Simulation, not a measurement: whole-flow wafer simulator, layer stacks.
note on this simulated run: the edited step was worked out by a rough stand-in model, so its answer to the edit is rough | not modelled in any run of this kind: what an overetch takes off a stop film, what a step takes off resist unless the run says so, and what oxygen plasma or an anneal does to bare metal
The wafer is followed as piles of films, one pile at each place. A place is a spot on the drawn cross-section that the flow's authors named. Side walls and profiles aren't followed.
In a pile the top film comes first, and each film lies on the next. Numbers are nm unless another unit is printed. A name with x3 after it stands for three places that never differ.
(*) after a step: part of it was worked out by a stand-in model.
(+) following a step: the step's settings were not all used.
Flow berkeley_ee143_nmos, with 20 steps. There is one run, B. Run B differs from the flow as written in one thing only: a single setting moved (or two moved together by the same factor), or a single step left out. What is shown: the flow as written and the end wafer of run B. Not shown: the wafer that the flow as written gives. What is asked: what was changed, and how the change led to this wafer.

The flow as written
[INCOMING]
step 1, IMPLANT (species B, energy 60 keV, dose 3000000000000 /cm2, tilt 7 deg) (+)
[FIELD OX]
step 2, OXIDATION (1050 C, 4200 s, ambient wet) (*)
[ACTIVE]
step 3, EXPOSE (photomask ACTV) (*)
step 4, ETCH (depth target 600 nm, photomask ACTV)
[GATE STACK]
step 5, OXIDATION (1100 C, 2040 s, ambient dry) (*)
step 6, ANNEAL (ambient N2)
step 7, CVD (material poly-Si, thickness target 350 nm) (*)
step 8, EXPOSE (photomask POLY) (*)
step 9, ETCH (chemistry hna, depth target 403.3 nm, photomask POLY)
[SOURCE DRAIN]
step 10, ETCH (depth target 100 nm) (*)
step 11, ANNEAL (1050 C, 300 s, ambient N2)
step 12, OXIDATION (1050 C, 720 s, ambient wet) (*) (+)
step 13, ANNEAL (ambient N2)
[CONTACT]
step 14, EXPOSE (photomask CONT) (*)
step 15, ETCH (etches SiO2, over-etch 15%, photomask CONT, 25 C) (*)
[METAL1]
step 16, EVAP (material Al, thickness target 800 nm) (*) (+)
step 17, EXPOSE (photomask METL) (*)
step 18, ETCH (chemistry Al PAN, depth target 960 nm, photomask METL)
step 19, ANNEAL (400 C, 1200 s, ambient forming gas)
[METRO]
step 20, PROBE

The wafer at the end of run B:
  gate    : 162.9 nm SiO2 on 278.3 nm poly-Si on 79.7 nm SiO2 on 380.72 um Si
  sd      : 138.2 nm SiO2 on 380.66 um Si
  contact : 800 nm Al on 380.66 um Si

Cause: step 12, OXIDATION: 468 s was run, while the flow as written has 720 s.

How this came from the change, step by step:
  step 12, OXIDATION (1050 C, 720 s, ambient wet) (*) (+)
      sd, contact: +138.2 SiO2 (new film), -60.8 Si (it would be, as written: +189.4 SiO2 (new film), -83.4 Si)
      gate: +162.9 SiO2 (new film), -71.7 poly-Si (it would be, as written: +217.6 SiO2 (new film), -95.7 poly-Si)
      (and at 1 other place as well)
  step 15, ETCH (etches SiO2, over-etch 15%, photomask CONT, 25 C) (*)
      contact: -138.2 SiO2 (all of it) (it would be, as written: -189.4 SiO2 (all of it))
